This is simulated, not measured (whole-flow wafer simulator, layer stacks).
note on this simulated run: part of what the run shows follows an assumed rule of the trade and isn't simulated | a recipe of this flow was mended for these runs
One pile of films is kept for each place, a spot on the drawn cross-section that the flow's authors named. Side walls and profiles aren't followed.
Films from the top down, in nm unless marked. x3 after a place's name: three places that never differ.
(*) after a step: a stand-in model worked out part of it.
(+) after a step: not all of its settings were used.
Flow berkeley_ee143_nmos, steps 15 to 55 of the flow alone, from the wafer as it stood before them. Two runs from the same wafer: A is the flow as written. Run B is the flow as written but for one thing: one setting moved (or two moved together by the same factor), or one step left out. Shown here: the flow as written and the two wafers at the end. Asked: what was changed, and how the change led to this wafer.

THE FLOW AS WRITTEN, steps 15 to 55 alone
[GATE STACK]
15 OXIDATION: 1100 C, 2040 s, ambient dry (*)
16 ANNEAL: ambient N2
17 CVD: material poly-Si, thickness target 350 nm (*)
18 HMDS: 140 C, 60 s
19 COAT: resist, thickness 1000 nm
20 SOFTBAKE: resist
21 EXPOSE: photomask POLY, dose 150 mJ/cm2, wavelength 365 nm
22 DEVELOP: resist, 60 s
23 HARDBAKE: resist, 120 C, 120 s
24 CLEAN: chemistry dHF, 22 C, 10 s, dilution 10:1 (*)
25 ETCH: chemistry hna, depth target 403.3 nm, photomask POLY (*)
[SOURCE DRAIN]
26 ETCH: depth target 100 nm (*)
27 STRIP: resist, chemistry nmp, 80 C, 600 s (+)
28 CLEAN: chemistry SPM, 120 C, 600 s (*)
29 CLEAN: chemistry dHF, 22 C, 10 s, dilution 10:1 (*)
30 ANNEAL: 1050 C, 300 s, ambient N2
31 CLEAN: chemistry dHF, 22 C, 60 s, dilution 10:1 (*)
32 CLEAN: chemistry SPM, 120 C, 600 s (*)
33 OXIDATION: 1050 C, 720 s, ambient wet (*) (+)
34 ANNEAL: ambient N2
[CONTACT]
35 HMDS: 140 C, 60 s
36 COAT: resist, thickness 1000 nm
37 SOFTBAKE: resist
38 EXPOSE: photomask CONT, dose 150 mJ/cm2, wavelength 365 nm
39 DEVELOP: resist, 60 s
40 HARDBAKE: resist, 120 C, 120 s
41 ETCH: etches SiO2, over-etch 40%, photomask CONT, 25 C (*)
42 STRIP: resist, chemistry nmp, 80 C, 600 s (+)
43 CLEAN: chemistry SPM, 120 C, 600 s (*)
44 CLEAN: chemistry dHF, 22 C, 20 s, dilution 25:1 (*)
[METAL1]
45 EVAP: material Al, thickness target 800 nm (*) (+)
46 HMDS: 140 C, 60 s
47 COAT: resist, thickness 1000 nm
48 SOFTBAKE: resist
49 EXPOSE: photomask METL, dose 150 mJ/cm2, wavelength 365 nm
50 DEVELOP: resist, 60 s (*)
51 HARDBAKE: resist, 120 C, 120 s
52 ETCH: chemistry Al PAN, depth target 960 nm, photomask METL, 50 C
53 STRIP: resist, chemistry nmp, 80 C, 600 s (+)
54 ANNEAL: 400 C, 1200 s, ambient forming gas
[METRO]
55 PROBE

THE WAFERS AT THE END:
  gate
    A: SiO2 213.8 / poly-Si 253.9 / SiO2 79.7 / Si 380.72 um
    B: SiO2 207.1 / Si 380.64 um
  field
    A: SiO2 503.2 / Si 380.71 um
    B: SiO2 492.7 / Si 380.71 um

The cause: step 17, CVD: material poly-Si, thickness target 350 nm (*), was left out.

How the change led to this, step by step:
  19 COAT: resist, thickness 1000 nm
      field: A resist +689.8 (new film) | B resist +665.9 (new film)
  22 DEVELOP: resist, 60 s
      field: A resist -689.8 (all of it) | B resist -665.9 (all of it)
  24 CLEAN: chemistry dHF, 22 C, 10 s, dilution 10:1 (*)
      sd, contact, field: A nothing | B SiO2 -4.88
  25 ETCH: chemistry hna, depth target 403.3 nm, photomask POLY (*)
      sd, contact, field: A poly-Si -350 (all of it), SiO2 -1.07 | B SiO2 -8.07
  26 ETCH: depth target 100 nm (*)
      sd, contact: A SiO2 -78.6 (all of it) | B SiO2 -66.7 (all of it)
  28 CLEAN: chemistry SPM, 120 C, 600 s (*)
      gate: A chemical SiO2 +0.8 (new film), poly-Si -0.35 | B nothing
  29 CLEAN: chemistry dHF, 22 C, 10 s, dilution 10:1 (*)
      gate: A chemical SiO2 -0.8 (all of it) | B SiO2 -4.88
  31 CLEAN: chemistry dHF, 22 C, 60 s, dilution 10:1 (*)
      gate: A nothing | B SiO2 -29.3
  32 CLEAN: chemistry SPM, 120 C, 600 s (*)
      gate: A chemical SiO2 +0.8 (new film), poly-Si -0.35 | B nothing
  33 OXIDATION: 1050 C, 720 s, ambient wet (*) (+)
      gate: A SiO2 +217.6 (new film), chemical SiO2 -0.8 (all of it), poly-Si -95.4 | B SiO2 +165.4, Si -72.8
  36 COAT: resist, thickness 1000 nm
      gate: A resist +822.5 (new film) | B resist +1042 (new film)
      sd: A resist +1160.4 (new film) | B resist +1050.1 (new film)
      (and at 2 more places)
  39 DEVELOP: resist, 60 s
      contact: A resist -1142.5 (all of it) | B resist -1063 (all of it)
  40 HARDBAKE: resist, 120 C, 120 s
      gate: A resist -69 | B resist -88.4
      sd: A resist -99.3 | B resist -89
      (and at 1 more place)
  42 STRIP: resist, chemistry nmp, 80 C, 600 s (+)
      gate: A resist -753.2 (all of it) | B resist -953.2 (all of it)
      sd: A resist -1060.7 (all of it) | B resist -960.6 (all of it)
      (and at 1 more place)
  47 COAT: resist, thickness 1000 nm
      gate: A resist +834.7 (new film) | B resist +1044.4 (new film)
      sd: A resist +1161.3 (new film) | B resist +1042.4 (new film)
      (and at 2 more places)
  50 DEVELOP: resist, 60 s (*)
      gate: A resist -834.7 (all of it), Al -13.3 | B resist -1044.4 (all of it), Al -13.3
      sd: A resist -1161.3 (all of it), Al -13.3 | B resist -1042.4 (all of it), Al -13.3
      (and at 1 more place)
  ... 1 more step ...
  53 STRIP: resist, chemistry nmp, 80 C, 600 s (+)
      contact: A resist -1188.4 (all of it) | B resist -1107.7 (all of it)
